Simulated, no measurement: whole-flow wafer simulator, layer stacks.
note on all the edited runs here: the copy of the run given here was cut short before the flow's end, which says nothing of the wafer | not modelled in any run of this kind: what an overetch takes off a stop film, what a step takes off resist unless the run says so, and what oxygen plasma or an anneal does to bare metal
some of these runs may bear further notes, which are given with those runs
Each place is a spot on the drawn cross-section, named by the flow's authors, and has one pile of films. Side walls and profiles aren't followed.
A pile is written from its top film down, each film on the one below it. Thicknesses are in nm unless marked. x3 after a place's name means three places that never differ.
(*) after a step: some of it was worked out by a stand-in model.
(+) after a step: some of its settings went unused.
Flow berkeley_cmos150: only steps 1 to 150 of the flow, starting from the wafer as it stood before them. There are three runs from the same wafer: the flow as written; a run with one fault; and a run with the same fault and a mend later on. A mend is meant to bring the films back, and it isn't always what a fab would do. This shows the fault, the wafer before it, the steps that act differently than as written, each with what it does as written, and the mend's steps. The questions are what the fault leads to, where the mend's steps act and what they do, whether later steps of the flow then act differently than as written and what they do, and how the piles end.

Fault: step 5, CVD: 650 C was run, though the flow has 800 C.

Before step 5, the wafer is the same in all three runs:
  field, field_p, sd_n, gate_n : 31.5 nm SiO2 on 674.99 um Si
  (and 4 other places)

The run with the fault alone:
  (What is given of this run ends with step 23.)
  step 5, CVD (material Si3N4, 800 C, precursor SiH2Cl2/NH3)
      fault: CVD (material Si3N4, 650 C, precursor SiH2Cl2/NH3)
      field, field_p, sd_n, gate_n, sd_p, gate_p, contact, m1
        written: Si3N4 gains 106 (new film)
        fault: Si3N4 gains 6.77 (new film)
  Steps later in the flow that act otherwise than as written (1 more step, not shown, differs only slightly: by at most 2% or 0.5 nm, whichever is larger):
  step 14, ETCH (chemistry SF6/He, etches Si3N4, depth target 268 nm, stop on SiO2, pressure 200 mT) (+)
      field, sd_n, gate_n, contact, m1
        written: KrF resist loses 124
        fault: KrF resist loses 16.1
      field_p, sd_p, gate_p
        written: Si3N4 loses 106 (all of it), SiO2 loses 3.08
        fault: Si3N4 loses 6.77 (all of it), SiO2 loses 3.08
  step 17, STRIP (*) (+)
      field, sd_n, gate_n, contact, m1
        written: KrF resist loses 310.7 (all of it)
        fault: KrF resist loses 418.6 (all of it)
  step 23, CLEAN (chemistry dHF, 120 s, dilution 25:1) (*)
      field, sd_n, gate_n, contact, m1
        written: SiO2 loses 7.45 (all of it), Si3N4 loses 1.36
        fault: SiO2 loses 7.45 (all of it), Si3N4 loses 1.46 (all of it)
  Once step 23 is done, the piles at field, sd_n, gate_n, contact, m1 depart from the flow's by more than 2% or 0.5 nm, whichever is larger.
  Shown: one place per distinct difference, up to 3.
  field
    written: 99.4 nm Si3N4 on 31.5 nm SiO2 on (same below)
    fault: 31.5 nm SiO2 on (same below)

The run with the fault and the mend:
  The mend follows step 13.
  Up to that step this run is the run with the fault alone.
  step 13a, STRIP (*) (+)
      field, sd_n, gate_n, contact, m1
        KrF resist loses 434.7 (all of it)
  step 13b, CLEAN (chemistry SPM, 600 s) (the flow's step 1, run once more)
      alters no film at any place that is followed
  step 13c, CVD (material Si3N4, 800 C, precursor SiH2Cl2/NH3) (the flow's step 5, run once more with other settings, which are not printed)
      field, field_p, sd_n, gate_n, sd_p, gate_p, contact, m1
        Si3N4 gains 99.3
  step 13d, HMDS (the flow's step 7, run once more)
      alters no film at any place that is followed
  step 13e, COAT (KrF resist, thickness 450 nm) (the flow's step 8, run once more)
      field, field_p, sd_n, gate_n, sd_p, gate_p, contact, m1
        KrF resist gains 450 (new film)
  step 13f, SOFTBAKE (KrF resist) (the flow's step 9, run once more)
      alters no film at any place that is followed
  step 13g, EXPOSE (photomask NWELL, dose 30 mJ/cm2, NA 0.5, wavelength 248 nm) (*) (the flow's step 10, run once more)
      alters no film at any place that is followed
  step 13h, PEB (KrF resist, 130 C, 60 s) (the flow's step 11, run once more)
      field, field_p, sd_n, gate_n, sd_p, gate_p, contact, m1
        KrF resist loses 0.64
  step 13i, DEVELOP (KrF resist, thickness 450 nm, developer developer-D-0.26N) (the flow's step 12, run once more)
      field, sd_n, gate_n, contact, m1
        KrF resist loses 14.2
      field_p, sd_p, gate_p
        KrF resist loses 449.4 (all of it)
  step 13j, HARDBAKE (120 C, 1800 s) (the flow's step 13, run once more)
      field, sd_n, gate_n, contact, m1
        KrF resist loses 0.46
  None of the later steps of the flow acts differently than as written at any place that is followed.
  By the end, the piles equal the flow's at every place that both follow.
